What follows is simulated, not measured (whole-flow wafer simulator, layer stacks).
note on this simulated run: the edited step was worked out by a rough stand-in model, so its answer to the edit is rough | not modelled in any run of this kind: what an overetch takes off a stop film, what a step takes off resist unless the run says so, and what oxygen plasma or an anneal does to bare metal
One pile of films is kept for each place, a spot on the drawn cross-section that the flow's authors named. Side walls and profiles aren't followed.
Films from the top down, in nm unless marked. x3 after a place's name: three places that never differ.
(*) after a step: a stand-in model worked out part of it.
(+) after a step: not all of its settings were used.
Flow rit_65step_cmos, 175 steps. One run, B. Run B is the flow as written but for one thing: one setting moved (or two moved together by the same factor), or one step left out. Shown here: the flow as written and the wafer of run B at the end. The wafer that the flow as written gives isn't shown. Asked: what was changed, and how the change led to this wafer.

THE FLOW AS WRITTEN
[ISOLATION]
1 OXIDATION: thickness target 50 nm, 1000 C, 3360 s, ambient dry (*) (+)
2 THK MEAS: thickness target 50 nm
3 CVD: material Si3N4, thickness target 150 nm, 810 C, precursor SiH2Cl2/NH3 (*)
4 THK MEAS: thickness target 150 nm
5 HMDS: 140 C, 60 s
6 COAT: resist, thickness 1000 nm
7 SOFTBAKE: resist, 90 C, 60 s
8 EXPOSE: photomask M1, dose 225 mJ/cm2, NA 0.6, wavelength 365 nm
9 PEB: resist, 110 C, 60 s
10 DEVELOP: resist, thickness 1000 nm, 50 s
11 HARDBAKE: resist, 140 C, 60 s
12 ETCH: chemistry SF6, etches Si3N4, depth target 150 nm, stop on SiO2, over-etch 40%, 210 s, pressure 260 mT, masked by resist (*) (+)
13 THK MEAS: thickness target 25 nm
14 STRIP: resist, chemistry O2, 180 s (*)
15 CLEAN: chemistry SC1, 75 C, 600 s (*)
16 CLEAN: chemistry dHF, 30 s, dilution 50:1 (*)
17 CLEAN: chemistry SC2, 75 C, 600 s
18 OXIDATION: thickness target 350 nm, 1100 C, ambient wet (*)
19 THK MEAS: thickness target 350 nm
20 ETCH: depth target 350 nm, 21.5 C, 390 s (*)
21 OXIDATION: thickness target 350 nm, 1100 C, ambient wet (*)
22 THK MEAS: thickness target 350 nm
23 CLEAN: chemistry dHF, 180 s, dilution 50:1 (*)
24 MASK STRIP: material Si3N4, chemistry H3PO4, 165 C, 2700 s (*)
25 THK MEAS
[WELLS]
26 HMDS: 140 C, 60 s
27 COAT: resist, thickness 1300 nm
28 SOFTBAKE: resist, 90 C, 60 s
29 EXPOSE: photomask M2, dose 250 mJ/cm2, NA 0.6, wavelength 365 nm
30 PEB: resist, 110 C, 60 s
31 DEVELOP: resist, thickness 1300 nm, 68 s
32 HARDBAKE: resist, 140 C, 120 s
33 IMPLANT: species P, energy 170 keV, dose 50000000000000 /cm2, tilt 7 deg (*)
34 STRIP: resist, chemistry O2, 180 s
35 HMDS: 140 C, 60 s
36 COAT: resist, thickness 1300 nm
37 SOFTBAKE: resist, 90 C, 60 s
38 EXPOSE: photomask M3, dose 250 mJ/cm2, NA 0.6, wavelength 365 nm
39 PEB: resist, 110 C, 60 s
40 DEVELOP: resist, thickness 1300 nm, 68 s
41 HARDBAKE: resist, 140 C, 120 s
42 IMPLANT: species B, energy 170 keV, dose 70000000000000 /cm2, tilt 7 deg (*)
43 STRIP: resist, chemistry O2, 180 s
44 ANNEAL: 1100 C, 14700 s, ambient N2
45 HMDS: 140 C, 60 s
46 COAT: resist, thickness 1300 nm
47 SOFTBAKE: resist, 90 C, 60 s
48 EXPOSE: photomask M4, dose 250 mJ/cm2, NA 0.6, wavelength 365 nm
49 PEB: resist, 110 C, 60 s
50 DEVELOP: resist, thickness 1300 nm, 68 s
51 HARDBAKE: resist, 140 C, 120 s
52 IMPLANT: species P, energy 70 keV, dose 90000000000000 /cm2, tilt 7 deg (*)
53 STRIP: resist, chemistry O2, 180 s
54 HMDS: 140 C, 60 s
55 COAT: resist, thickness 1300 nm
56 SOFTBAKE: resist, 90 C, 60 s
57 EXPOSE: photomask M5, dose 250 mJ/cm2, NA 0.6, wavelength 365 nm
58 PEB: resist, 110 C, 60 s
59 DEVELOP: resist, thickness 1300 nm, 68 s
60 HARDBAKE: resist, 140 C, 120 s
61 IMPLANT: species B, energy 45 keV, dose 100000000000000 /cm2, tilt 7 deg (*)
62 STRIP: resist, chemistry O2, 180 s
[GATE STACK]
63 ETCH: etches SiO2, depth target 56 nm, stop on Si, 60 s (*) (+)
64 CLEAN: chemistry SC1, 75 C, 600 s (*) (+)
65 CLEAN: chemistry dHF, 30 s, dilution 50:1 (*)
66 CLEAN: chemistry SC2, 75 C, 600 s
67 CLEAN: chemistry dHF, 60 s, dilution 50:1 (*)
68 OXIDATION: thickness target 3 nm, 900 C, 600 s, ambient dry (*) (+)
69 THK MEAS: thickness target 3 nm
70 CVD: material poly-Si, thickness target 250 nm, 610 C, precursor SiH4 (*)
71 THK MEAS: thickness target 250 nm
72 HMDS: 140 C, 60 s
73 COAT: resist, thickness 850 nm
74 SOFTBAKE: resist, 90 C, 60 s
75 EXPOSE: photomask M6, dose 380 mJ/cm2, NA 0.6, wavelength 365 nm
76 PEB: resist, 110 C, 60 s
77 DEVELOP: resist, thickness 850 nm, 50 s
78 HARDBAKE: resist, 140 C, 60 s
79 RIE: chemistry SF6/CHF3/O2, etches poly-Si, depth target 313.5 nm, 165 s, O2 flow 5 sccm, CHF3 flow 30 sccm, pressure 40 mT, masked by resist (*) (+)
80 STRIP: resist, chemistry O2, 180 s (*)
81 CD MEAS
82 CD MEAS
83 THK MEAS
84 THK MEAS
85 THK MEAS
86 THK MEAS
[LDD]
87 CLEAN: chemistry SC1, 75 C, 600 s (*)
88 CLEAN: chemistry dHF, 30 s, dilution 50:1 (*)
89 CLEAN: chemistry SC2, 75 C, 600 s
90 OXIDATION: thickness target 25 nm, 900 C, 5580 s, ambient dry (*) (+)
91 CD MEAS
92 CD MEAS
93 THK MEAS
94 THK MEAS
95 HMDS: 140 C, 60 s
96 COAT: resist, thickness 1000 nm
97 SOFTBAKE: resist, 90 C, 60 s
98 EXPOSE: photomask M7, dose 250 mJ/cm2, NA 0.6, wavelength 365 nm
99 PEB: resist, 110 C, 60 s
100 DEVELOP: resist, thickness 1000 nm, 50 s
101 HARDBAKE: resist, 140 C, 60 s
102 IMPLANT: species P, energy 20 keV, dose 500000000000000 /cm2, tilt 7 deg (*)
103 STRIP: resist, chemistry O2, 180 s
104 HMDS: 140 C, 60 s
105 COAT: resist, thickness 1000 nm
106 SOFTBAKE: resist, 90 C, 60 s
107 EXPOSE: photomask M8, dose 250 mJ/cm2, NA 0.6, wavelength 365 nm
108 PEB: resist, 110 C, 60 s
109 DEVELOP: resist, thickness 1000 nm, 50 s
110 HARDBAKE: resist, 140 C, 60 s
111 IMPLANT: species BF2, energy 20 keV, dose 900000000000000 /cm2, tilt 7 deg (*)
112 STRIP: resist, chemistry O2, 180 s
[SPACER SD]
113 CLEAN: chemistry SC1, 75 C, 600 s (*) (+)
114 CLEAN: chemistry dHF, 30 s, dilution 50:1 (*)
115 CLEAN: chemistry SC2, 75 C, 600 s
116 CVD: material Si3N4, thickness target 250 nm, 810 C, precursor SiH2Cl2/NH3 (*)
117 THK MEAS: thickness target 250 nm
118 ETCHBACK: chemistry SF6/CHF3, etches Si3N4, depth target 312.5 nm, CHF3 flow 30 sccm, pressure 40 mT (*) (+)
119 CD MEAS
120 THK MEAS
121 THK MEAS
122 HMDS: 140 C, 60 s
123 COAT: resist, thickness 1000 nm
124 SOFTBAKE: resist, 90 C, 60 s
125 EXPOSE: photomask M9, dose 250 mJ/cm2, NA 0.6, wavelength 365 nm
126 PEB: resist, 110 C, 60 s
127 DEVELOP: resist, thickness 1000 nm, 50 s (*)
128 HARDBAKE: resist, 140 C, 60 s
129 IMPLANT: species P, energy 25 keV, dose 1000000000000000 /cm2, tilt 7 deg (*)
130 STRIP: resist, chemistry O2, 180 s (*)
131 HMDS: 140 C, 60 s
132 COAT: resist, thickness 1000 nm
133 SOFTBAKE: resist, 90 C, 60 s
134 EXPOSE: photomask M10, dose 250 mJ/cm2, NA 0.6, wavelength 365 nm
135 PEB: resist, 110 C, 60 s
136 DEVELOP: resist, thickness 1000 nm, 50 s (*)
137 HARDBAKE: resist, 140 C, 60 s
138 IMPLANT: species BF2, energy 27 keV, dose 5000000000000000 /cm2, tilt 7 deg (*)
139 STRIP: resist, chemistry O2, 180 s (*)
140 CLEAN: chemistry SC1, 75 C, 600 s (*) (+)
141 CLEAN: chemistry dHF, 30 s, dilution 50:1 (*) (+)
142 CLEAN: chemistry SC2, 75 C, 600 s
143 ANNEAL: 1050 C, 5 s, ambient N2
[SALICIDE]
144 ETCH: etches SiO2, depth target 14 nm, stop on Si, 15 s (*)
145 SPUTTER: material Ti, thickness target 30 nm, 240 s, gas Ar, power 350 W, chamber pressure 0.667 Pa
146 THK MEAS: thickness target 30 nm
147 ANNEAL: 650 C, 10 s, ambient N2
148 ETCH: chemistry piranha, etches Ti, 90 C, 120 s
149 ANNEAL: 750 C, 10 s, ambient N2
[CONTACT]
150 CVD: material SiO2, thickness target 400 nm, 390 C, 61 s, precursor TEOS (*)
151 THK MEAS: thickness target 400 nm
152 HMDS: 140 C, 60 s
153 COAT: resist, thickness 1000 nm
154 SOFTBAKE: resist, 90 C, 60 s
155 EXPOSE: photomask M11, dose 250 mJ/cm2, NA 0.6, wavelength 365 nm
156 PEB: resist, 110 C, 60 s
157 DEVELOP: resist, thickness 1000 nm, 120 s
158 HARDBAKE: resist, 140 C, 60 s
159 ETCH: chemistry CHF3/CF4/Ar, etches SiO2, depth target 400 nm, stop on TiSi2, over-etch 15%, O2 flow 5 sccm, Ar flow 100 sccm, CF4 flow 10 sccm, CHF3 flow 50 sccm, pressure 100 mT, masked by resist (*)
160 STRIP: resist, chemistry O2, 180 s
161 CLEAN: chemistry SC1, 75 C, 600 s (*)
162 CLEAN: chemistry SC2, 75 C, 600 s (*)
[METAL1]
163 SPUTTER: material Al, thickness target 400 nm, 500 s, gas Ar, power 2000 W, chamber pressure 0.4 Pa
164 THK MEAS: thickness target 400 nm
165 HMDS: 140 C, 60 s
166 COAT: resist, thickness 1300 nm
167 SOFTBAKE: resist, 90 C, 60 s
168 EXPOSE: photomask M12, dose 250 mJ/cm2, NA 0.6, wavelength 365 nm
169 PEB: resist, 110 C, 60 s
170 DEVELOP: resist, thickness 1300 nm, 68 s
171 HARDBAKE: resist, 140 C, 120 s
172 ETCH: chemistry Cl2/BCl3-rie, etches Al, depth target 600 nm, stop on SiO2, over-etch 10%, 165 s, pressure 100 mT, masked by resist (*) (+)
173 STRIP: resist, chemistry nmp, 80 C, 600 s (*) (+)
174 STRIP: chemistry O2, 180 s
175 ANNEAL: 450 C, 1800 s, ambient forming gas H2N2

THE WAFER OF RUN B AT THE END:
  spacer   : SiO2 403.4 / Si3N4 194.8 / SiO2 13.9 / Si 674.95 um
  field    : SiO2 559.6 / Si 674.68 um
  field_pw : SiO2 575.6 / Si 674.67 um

The cause: step 150, CVD: thickness target 440 nm was run, where the flow has thickness target 400 nm.

How the change led to this, step by step:
  150 CVD: material SiO2, thickness target 400 nm, 390 C, 61 s, precursor TEOS (*)
      field, field_pw, field_nw, field_p: SiO2 +440 (as written it would be: SiO2 +400)
      spacer, spacer_p: SiO2 +440 (new film) (as written it would be: SiO2 +400 (new film))
      (and at 2 more places)
